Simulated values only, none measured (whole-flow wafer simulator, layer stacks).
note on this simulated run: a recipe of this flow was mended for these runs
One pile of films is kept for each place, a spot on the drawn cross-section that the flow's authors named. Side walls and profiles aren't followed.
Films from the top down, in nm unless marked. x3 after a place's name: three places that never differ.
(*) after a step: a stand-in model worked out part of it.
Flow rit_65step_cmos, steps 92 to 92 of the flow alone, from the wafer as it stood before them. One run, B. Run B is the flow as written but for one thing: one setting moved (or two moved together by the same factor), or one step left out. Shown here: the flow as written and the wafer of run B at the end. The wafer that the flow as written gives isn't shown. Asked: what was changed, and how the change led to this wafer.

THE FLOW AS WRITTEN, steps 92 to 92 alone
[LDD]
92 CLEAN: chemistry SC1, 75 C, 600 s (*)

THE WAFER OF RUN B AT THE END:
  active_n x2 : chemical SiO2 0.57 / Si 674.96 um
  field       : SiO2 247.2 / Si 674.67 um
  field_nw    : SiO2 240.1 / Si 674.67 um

The cause: step 92, CLEAN: 90 C was run, where the flow has 75 C.

How the change led to this, step by step:
  92 CLEAN: chemistry SC1, 75 C, 600 s (*)
      active_n x2, spacer x6: chemical SiO2 +0.57 (new film), SiO2 -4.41 (all of it), Si -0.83 (as written it would be: SiO2 -2.05)
      field, field_pw, field_nw, field_p: SiO2 -4.67 (as written it would be: SiO2 -2.05)
      (and at 2 more places)
